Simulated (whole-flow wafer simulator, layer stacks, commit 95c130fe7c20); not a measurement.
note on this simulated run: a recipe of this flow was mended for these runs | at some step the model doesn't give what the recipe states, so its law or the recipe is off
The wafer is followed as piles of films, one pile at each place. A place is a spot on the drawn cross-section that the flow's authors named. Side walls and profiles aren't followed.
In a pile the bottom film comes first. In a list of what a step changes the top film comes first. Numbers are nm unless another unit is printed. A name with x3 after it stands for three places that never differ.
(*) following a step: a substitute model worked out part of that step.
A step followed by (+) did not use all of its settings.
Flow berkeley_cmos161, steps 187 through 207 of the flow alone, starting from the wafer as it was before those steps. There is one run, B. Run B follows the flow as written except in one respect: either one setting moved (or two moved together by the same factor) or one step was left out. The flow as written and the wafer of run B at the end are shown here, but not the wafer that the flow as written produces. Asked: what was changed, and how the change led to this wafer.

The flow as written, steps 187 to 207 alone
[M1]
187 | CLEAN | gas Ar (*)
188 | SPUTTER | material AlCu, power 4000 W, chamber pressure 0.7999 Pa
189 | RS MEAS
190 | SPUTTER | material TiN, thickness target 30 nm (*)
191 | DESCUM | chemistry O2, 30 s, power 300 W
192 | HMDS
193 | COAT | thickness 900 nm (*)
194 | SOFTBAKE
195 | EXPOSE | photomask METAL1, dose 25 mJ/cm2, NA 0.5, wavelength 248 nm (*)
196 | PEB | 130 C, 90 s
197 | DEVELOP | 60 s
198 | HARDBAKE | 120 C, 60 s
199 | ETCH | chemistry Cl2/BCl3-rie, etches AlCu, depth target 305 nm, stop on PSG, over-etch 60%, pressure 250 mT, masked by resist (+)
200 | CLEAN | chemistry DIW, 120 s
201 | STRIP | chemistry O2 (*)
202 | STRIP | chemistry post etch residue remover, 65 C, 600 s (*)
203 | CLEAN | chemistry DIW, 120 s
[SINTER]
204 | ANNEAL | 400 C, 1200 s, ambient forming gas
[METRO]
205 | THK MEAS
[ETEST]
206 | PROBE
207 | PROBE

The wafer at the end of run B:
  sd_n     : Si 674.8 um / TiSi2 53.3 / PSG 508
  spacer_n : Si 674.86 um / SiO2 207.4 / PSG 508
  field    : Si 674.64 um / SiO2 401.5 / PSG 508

What caused this: step 199, ETCH: depth target 374 nm was run, while the flow as written has depth target 305 nm.

How this came from the change, step by step:
  199 | ETCH | chemistry Cl2/BCl3-rie, etches AlCu, depth target 305 nm, stop on PSG, over-etch 60%, pressure 250 mT, masked by resist (+)
      field, sd_n, spacer_n, gate_n, spacer_p, gate_p: TiN loses 30 (all of it), AlCu loses 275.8 (all of it), PSG loses 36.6 (as written it would have been: TiN loses 30 (all of it), AlCu loses 275.8 (all of it), PSG loses 22.8)
      contact, m1: KrF-resist loses 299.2 (as written it would have been: KrF-resist loses 244)
      (also at 1 further place)
  201 | STRIP | chemistry O2 (*)
      contact: KrF-resist loses 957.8 (all of it) (as written it would have been: KrF-resist loses 1013 (all of it))
      m1: KrF-resist loses 482.3 (all of it) (as written it would have been: KrF-resist loses 537.5 (all of it))
